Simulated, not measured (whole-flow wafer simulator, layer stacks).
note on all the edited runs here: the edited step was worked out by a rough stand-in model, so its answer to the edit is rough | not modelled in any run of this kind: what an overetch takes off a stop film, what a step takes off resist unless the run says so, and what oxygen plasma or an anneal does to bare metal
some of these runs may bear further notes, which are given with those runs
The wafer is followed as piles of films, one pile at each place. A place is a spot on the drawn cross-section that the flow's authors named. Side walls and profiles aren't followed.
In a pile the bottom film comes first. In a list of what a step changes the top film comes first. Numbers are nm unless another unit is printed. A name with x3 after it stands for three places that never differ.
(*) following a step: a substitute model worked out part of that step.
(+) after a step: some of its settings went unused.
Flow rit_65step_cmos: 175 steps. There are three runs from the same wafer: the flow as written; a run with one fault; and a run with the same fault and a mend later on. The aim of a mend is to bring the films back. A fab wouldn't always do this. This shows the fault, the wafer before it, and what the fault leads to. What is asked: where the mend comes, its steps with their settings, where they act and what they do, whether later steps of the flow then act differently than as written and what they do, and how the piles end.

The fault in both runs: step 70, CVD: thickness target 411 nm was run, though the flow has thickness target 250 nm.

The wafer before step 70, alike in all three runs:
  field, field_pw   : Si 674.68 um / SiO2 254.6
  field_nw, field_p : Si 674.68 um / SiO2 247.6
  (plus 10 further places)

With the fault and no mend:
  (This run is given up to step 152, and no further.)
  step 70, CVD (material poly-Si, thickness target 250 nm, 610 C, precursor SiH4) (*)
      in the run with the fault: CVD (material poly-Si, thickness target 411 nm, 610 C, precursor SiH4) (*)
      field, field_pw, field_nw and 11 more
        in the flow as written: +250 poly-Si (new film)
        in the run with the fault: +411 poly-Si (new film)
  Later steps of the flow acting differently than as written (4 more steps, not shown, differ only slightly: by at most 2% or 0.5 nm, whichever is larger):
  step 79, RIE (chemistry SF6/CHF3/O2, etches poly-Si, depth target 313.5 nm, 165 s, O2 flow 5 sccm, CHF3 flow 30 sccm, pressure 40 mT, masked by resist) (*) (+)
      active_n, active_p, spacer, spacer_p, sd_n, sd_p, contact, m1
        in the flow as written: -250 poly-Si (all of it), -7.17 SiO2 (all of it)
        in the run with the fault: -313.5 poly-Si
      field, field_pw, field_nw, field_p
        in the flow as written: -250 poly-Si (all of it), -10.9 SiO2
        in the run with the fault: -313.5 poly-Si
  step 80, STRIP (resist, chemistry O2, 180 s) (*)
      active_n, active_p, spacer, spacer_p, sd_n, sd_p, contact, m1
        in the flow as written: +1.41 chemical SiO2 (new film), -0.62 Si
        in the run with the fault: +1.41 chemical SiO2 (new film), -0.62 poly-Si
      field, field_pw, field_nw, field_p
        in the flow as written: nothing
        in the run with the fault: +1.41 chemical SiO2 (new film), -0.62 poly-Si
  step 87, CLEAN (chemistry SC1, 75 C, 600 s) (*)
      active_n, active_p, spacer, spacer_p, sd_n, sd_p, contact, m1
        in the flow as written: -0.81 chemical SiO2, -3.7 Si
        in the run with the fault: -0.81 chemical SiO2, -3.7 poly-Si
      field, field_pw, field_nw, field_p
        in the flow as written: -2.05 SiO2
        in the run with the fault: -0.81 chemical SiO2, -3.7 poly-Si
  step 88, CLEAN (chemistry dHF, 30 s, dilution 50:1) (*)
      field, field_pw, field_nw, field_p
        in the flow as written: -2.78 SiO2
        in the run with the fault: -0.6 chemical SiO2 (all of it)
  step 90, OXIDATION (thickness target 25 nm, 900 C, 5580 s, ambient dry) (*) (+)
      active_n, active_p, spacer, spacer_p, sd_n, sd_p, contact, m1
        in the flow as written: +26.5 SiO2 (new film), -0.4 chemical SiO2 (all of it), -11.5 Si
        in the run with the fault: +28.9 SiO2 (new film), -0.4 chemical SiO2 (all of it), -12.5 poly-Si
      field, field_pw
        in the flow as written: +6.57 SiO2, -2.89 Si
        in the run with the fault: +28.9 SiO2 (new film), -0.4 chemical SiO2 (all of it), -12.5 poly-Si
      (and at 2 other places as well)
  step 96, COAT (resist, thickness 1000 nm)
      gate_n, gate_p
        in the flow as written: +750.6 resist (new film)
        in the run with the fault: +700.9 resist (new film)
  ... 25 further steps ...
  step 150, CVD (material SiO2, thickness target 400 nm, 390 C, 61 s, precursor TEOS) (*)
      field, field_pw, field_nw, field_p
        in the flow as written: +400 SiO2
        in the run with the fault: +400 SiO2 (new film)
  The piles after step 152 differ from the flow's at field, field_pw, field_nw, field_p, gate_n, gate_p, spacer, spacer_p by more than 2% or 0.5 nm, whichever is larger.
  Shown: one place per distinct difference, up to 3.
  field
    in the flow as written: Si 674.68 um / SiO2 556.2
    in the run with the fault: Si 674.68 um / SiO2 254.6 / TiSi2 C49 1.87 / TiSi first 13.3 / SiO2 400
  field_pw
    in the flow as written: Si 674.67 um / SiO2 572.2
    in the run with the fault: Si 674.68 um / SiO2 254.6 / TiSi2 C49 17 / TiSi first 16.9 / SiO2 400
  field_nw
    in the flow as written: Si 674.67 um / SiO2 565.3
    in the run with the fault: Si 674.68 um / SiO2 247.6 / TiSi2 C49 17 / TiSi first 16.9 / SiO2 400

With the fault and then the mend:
  The mend stands after step 71.
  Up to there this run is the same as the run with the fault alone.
  step 71a, ETCH (chemistry tmah, depth target 161 nm)
      field, field_pw, field_nw and 11 more
        -161 poly-Si
  Every later step of the flow that is run acts as written at every place that is followed.
  At every place that both follow, the piles at the end match the flow's.
